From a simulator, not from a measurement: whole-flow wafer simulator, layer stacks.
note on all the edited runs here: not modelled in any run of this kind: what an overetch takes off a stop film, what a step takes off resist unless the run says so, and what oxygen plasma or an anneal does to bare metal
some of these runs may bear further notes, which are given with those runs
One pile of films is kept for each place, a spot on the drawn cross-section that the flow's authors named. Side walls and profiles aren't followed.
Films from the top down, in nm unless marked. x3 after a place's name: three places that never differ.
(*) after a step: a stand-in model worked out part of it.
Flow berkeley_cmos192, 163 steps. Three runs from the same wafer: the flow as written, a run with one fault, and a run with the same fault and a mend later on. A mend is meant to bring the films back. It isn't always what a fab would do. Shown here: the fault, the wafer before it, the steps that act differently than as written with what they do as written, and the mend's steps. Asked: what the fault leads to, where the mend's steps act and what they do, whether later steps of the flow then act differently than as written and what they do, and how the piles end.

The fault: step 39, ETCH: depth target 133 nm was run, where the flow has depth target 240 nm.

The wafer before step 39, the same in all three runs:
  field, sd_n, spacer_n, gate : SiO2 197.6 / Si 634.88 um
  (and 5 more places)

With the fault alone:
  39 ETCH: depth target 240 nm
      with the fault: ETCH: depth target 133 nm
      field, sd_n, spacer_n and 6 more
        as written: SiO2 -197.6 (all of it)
        with the fault: SiO2 -133
  Later steps of the flow that act differently than as written (35 more steps differ only slightly, by at most 2% or 0.5 nm, whichever is larger, and aren't shown):
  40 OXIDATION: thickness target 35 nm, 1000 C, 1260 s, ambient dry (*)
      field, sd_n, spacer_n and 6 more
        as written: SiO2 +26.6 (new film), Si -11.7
        with the fault: SiO2 +14, Si -6.15
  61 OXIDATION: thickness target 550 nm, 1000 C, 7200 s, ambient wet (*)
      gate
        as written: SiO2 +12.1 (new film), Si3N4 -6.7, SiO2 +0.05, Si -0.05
        with the fault: SiO2 +12.1 (new film), Si3N4 -6.7
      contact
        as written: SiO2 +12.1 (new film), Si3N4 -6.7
        with the fault: SiO2 +12.1 (new film), Si3N4 -6.7, SiO2 +0.07, Si -0.06
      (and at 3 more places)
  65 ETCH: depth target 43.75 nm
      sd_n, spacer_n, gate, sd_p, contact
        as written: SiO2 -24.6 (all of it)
        with the fault: SiO2 -43.8
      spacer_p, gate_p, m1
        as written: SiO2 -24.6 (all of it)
        with the fault: SiO2 -43.7
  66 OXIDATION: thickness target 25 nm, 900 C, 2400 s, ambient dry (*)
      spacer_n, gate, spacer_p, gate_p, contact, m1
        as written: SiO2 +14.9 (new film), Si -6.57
        with the fault: SiO2 +9.28, Si -4.08
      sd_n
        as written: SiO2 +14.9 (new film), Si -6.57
        with the fault: SiO2 +8.62, Si -3.79
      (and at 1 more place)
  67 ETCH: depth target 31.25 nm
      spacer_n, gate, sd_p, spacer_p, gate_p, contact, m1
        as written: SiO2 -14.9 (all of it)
        with the fault: SiO2 -31.2
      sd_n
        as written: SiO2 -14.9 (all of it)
        with the fault: SiO2 -31.3
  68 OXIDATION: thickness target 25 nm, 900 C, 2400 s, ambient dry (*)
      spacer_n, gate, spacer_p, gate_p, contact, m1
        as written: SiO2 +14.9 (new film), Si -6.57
        with the fault: SiO2 +9.55, Si -4.2
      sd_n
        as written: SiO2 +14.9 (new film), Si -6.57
        with the fault: SiO2 +8.63, Si -3.8
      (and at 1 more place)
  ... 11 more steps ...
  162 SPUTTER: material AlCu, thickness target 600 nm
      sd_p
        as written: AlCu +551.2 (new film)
        with the fault: AlCu +533 (new film)
  At the end the piles differ from the flow's by more than 2% or 0.5 nm, whichever is larger, at field, sd_p.
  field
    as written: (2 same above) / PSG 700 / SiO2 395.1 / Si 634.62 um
    with the fault: (2 same above) / PSG 700 / SiO2 413.1 / Si 634.64 um
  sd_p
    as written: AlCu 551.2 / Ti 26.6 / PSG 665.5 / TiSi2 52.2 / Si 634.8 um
    with the fault: AlCu 533 / Ti 26 / PSG 658.9 / TiSi2 51.3 / Si 634.81 um

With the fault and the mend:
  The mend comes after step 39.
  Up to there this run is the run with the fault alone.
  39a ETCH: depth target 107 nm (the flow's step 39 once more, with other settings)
      field, sd_n, spacer_n and 6 more
        SiO2 -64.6 (all of it)
  No later step of the flow acts differently than as written at any place that is followed.
  At the end the piles are the same as the flow's at every place that both follow.
